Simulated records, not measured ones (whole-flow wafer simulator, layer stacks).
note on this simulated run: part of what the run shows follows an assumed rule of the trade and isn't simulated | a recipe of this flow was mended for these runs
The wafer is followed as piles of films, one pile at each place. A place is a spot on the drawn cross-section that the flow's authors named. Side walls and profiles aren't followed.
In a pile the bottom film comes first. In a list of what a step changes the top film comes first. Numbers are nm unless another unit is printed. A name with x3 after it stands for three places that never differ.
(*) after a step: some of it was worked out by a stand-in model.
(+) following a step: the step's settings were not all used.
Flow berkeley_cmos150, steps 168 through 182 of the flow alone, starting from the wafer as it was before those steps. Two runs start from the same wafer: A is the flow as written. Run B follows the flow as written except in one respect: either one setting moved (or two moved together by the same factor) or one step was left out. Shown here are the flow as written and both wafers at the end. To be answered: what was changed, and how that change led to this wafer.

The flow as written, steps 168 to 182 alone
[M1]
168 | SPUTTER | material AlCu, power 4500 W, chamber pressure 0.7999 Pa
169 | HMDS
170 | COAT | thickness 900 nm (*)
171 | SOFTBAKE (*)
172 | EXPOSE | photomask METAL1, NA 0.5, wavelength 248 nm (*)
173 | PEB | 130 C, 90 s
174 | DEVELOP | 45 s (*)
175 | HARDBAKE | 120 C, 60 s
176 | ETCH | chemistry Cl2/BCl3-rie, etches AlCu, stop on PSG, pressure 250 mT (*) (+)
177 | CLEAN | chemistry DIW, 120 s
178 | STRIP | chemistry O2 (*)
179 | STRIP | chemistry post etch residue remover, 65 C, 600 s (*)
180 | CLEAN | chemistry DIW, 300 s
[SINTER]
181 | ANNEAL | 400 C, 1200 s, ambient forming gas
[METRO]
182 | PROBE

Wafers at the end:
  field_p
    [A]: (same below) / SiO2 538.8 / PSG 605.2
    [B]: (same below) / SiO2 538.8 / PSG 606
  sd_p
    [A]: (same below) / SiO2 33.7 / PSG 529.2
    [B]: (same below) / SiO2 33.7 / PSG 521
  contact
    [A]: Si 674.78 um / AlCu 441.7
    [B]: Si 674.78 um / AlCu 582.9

What caused this: step 168, SPUTTER: power 6086 W was run, while the flow as written has power 4500 W.

How this came from the change, step by step:
  168 | SPUTTER | material AlCu, power 4500 W, chamber pressure 0.7999 Pa
      field, sd_n, gate_n, gate_p, m1: A +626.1 AlCu (new film) | B +838.4 AlCu (new film)
      field_p: A +619.8 AlCu (new film) | B +838.4 AlCu (new film)
      (as well as at 2 more places)
  170 | COAT | thickness 900 nm (*)
      sd_p: A +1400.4 thick-KrF-resist (new film) | B +1465.3 thick-KrF-resist (new film)
      contact: A +1720.1 thick-KrF-resist (new film) | B +1786 thick-KrF-resist (new film)
  174 | DEVELOP | 45 s (*)
      sd_p: A -1396.9 thick-KrF-resist (all of it), -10 AlCu | B -1461.5 thick-KrF-resist (all of it), -10 AlCu
  175 | HARDBAKE | 120 C, 60 s
      contact: A -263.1 thick-KrF-resist | B -273.1 thick-KrF-resist
  176 | ETCH | chemistry Cl2/BCl3-rie, etches AlCu, stop on PSG, pressure 250 mT (*) (+)
      field, sd_n, gate_n, gate_p: A -616.1 AlCu (all of it), -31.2 PSG | B -828.4 AlCu (all of it), -31.2 PSG
      contact, m1: A -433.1 thick-KrF-resist | B -539.2 thick-KrF-resist
      (as well as at 2 more places)
  178 | STRIP | chemistry O2 (*)
      contact: A -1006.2 thick-KrF-resist (all of it) | B -955.6 thick-KrF-resist (all of it)
      m1: A -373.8 thick-KrF-resist (all of it) | B -266.7 thick-KrF-resist (all of it)
